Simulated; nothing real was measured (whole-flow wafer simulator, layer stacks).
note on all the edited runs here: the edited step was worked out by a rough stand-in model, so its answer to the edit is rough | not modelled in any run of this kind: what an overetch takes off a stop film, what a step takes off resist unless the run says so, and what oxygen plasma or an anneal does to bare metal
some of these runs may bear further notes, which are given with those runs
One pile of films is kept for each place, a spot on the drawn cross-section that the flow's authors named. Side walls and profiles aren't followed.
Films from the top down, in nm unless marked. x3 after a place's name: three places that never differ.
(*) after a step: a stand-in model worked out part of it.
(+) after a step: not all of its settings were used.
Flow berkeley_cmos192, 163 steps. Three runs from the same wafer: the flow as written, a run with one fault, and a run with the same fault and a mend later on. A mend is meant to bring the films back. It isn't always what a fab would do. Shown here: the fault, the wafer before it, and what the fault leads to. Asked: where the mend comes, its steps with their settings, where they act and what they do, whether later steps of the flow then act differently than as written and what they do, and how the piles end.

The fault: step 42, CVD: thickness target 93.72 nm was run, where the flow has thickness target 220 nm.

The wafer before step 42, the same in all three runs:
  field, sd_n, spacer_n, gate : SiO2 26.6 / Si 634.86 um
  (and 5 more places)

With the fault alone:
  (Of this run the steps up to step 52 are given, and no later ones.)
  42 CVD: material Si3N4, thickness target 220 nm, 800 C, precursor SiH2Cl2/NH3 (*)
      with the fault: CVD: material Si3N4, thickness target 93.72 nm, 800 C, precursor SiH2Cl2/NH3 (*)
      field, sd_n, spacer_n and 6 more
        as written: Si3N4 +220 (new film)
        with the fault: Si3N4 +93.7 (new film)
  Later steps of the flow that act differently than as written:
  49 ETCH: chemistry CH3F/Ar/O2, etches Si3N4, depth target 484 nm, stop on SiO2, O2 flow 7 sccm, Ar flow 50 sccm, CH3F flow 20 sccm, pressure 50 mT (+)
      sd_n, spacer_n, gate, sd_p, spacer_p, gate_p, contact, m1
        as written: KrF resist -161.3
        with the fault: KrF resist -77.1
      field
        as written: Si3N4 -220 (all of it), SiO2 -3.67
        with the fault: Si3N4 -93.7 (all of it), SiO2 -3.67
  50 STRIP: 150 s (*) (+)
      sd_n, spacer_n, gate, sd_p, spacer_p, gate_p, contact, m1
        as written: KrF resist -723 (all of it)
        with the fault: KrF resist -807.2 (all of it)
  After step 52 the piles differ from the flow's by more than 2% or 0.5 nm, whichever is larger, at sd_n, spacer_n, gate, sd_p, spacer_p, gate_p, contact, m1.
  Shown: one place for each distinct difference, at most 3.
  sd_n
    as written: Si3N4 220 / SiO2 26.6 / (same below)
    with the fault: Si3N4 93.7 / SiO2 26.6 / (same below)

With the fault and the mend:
  The mend comes after step 48.
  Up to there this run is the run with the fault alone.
  48a STRIP: 150 s (*) (+)
      sd_n, spacer_n, gate, sd_p, spacer_p, gate_p, contact, m1
        KrF resist -884.4 (all of it)
  48b CLEAN: chemistry SPM (the flow's step 34 once more)
      changes no film at any place that is followed
  48c CVD: material Si3N4, thickness target 126.3 nm, 800 C, precursor SiH2Cl2/NH3 (*) (the flow's step 42 once more, with other settings)
      field, sd_n, spacer_n and 6 more
        Si3N4 +126.3
  48d HMDS (the flow's step 43 once more)
      changes no film at any place that is followed
  48e COAT: KrF resist, thickness 900 nm (the flow's step 44 once more)
      field, sd_n, spacer_n and 6 more
        KrF resist +900 (new film)
  48f SOFTBAKE: KrF resist (the flow's step 45 once more)
      changes no film at any place that is followed
  48g EXPOSE: photomask ACTIVE, dose 18 mJ/cm2, NA 0.5, wavelength 248 nm (*) (the flow's step 46 once more)
      changes no film at any place that is followed
  48h PEB: KrF resist, 130 C, 60 s (the flow's step 47 once more)
      field, sd_n, spacer_n and 6 more
        KrF resist -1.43
  48i DEVELOP: KrF resist, thickness 900 nm, developer developer-D-0.26N, 45 s (the flow's step 48 once more)
      sd_n, spacer_n, gate, sd_p, spacer_p, gate_p, contact, m1
        KrF resist -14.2
      field
        KrF resist -898.6 (all of it)
  No later step of the flow acts differently than as written, at any place that is followed, by more than 2% or 0.5 nm, whichever is larger.
  At the end the piles are the same as the flow's at every place that both follow.
